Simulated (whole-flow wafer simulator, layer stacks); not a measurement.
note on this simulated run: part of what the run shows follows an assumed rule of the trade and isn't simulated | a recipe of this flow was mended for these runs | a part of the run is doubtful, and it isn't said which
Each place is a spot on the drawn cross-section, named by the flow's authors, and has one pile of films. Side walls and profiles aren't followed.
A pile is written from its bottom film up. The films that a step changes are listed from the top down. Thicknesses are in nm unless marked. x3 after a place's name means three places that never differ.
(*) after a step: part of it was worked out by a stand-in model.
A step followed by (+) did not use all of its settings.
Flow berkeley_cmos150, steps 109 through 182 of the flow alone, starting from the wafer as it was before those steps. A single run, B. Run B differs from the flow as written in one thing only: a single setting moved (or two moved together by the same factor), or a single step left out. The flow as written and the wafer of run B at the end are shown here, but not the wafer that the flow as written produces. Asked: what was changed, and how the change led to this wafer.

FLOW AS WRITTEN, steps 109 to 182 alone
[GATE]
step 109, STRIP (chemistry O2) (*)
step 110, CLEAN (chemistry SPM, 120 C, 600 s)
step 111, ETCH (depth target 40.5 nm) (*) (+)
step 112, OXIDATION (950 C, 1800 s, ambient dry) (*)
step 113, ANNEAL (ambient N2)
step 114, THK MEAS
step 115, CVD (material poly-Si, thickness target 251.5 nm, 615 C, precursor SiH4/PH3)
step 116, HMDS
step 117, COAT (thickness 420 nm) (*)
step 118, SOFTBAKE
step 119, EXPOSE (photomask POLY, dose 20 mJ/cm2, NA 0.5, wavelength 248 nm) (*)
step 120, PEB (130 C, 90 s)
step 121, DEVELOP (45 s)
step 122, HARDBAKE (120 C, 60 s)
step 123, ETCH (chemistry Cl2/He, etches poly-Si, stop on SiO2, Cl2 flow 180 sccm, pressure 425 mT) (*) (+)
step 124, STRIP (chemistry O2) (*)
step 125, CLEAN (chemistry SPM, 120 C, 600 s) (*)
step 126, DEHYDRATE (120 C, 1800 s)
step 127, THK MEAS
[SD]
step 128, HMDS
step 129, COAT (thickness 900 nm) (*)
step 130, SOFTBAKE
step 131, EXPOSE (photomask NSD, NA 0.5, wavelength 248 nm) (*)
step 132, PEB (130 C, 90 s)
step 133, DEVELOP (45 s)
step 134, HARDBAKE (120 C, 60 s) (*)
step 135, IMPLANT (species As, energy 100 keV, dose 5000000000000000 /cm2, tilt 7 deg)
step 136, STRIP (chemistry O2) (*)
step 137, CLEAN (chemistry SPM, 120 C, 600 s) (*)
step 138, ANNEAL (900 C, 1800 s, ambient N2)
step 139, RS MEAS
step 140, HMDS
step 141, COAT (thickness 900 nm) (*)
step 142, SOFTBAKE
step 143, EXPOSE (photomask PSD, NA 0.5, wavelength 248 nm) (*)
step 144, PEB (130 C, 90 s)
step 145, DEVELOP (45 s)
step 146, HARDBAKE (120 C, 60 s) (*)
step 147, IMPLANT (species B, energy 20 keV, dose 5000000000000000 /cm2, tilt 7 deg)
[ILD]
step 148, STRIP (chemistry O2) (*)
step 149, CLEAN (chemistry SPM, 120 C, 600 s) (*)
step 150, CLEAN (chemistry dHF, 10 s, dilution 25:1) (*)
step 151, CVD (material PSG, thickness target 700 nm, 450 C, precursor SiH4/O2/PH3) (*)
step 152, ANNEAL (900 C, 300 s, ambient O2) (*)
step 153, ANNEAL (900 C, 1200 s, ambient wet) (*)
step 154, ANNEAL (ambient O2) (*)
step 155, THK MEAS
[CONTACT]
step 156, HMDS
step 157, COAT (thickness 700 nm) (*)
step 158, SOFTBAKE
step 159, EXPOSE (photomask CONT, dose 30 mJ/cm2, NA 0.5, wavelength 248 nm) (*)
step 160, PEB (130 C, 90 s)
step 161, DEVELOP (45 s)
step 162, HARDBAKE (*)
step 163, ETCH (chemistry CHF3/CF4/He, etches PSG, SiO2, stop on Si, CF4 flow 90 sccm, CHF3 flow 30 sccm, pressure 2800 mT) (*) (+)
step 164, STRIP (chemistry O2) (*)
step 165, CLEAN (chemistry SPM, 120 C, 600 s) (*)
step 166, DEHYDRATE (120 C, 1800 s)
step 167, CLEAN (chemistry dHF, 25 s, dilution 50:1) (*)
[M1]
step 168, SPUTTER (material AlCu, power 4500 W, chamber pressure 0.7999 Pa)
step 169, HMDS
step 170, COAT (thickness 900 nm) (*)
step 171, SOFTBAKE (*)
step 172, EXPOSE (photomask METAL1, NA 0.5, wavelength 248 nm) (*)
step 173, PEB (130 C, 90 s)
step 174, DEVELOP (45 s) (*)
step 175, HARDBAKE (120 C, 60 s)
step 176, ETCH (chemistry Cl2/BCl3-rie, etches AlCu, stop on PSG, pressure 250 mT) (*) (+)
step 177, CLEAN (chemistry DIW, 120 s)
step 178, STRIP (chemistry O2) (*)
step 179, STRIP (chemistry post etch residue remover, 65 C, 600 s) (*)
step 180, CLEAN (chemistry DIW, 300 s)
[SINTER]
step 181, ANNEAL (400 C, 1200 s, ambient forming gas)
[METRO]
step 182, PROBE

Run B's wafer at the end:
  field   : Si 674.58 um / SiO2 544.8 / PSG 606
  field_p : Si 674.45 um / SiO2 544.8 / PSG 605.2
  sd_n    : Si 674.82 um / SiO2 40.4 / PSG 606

The reason: step 111, ETCH: depth target 34.42 nm was run, though the flow has depth target 40.5 nm.

Step by step, how the change led to this:
  step 111, ETCH (depth target 40.5 nm) (*) (+)
      sd_n: -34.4 SiO2 (it would be, as written: -40.4 SiO2 (all of it))
      field, field_p: -34.4 SiO2 (it would be, as written: -40.5 SiO2)
  step 112, OXIDATION (950 C, 1800 s, ambient dry) (*)
      sd_n: +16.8 SiO2, -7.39 Si (it would be, as written: +20.4 SiO2 (new film), -8.98 Si)
  step 176, ETCH (chemistry Cl2/BCl3-rie, etches AlCu, stop on PSG, pressure 250 mT) (*) (+)
      gate_p: -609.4 AlCu (all of it), -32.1 PSG (it would be, as written: -616.1 AlCu (all of it), -31.2 PSG)
